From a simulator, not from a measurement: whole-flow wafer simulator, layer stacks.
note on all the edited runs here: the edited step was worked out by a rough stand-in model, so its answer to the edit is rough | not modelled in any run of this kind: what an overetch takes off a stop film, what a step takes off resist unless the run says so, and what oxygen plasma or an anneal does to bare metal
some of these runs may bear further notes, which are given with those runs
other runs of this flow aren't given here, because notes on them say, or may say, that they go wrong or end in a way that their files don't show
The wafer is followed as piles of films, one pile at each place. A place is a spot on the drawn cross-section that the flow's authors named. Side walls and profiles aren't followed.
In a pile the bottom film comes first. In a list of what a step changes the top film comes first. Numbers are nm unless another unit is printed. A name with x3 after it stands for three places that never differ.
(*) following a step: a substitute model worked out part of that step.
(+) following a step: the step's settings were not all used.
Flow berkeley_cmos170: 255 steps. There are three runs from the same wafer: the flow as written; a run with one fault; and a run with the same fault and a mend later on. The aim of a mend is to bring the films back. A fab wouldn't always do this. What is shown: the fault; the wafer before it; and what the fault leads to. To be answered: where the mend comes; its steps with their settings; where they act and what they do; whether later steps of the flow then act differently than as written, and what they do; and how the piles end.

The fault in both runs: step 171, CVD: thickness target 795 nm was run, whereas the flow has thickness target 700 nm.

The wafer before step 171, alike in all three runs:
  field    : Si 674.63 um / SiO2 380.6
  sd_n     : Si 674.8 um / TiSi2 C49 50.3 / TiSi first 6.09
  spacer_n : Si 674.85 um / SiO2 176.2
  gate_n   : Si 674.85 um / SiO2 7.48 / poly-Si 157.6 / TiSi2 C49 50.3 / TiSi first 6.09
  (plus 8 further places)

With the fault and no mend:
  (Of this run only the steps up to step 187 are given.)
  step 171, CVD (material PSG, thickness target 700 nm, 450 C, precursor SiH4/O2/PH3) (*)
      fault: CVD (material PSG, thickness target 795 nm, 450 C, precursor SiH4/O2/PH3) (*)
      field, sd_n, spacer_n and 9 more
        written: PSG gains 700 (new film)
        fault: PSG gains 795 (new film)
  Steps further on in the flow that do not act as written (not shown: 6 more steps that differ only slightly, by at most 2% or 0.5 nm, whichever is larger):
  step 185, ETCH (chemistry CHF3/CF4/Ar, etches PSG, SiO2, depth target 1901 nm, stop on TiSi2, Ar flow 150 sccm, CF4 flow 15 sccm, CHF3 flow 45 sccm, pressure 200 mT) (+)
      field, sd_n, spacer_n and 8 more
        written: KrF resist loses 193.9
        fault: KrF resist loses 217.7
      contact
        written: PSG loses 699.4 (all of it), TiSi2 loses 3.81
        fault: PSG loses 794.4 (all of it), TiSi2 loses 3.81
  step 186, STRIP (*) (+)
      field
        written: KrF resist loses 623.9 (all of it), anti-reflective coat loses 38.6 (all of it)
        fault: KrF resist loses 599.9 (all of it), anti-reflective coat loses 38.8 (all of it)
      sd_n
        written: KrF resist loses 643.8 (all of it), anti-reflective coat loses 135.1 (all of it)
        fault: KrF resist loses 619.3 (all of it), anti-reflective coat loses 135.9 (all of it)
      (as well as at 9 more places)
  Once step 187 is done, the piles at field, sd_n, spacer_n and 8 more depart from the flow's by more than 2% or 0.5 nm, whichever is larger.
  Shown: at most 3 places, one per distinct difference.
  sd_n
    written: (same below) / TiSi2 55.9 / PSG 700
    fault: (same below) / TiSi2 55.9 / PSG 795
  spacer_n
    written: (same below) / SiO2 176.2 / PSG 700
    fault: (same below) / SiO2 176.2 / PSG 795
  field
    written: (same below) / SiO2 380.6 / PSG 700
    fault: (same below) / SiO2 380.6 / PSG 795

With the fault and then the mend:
  After step 171 comes the mend.
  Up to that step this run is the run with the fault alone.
  step 171a, ETCH (chemistry boe, depth target 95 nm)
      field, sd_n, spacer_n and 9 more
        PSG loses 95
  Later steps of the flow that are run all act as written at every place that is followed, up to a difference of at most 2% or 0.5 nm, whichever is larger.
  The piles end only slightly different from the flow's at the places that both follow, by no more than 2% or 0.5 nm, whichever is larger.
